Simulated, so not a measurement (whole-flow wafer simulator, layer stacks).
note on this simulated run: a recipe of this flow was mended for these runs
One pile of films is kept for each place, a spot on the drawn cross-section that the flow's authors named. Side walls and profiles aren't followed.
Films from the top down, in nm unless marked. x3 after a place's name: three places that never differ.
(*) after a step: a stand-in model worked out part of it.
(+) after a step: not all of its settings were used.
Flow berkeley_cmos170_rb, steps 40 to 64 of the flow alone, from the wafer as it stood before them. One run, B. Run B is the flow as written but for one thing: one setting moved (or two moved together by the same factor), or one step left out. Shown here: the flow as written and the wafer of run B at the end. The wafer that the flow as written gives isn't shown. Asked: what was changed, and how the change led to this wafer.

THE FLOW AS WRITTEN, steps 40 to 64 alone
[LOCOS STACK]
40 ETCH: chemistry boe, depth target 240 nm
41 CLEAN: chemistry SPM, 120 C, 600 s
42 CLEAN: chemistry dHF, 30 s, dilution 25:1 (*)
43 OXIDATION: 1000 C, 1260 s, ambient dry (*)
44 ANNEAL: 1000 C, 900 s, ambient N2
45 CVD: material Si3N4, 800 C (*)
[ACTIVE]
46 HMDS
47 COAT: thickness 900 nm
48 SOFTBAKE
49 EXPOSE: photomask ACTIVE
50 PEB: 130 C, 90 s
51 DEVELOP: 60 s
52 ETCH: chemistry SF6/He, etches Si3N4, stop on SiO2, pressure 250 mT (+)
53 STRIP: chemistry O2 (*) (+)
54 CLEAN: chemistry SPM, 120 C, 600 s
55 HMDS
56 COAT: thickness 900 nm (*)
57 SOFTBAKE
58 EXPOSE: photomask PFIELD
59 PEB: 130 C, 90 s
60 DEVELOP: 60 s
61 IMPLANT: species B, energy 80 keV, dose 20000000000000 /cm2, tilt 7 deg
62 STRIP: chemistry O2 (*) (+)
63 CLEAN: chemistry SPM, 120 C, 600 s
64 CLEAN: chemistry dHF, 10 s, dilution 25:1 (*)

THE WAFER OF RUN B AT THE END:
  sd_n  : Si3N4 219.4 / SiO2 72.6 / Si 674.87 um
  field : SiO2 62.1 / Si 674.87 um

The cause: step 40, ETCH: depth target 134 nm was run, where the flow has depth target 240 nm.

How the change led to this, step by step:
  40 ETCH: chemistry boe, depth target 240 nm
      field, sd_n, spacer_n and 6 more: SiO2 -134 (as written it would be: SiO2 -197.6 (all of it))
  41 CLEAN: chemistry SPM, 120 C, 600 s
      field, sd_n, spacer_n and 6 more: nothing (as written it would be: chemical SiO2 +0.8 (new film), Si -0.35)
  42 CLEAN: chemistry dHF, 30 s, dilution 25:1 (*)
      field, sd_n, spacer_n and 6 more: SiO2 -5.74 (as written it would be: chemical SiO2 -0.8 (all of it))
  43 OXIDATION: 1000 C, 1260 s, ambient dry (*)
      field, sd_n, spacer_n and 6 more: SiO2 +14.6, Si -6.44 (as written it would be: SiO2 +26.6 (new film), Si -11.7)
